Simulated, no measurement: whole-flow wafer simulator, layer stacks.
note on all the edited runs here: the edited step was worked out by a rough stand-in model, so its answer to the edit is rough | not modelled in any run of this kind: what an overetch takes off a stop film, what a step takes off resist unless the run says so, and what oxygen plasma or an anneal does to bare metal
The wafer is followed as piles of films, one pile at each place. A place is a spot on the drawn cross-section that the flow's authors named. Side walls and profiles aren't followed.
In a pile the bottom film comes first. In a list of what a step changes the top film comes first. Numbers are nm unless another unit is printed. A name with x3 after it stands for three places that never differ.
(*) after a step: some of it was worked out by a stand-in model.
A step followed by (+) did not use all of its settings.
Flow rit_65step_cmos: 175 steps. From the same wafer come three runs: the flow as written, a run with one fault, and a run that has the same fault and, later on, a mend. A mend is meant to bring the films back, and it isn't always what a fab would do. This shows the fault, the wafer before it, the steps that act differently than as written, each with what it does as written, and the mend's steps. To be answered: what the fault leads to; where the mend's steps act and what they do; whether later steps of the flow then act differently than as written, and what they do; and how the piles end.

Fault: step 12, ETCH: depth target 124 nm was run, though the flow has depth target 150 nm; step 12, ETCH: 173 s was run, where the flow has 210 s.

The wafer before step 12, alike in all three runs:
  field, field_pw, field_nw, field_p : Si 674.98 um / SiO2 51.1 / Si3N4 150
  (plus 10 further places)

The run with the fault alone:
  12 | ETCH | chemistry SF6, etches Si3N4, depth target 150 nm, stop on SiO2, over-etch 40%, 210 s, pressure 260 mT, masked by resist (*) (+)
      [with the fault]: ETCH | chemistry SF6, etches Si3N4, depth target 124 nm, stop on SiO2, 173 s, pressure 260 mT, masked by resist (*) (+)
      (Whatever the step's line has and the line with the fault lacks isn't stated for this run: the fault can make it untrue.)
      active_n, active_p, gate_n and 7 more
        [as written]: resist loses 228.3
        [with the fault]: resist loses 188.7
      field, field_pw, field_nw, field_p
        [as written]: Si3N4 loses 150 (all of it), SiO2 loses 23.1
        [with the fault]: Si3N4 loses 150 (all of it), SiO2 loses 9.08
  Steps further on in the flow that do not act as written (55 other steps are not shown; they differ only slightly, by no more than 2% or 0.5 nm, whichever is larger):
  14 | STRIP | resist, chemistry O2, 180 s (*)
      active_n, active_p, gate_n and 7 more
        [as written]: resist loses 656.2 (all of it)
        [with the fault]: resist loses 695.8 (all of it)
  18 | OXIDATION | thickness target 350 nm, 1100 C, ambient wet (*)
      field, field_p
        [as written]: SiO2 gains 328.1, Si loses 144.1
        [with the fault]: SiO2 gains 318.6, Si loses 140
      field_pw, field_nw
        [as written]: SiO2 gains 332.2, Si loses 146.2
        [with the fault]: SiO2 gains 322, Si loses 141.7
  When the end is reached, the piles differ only a little from the flow's at the places that both follow, at most by 2% or 0.5 nm, whichever is larger.

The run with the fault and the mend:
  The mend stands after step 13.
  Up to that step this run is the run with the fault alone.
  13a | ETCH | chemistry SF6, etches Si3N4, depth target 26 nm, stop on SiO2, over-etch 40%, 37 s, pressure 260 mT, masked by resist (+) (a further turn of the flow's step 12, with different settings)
      active_n, active_p, gate_n and 7 more
        resist loses 39.6
      field, field_pw, field_nw, field_p
        SiO2 loses 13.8
  Later steps of the flow that are run all act as written at every place that is followed, up to a difference of at most 2% or 0.5 nm, whichever is larger.
  When the end is reached, the piles differ only a little from the flow's at the places that both follow, at most by 2% or 0.5 nm, whichever is larger.
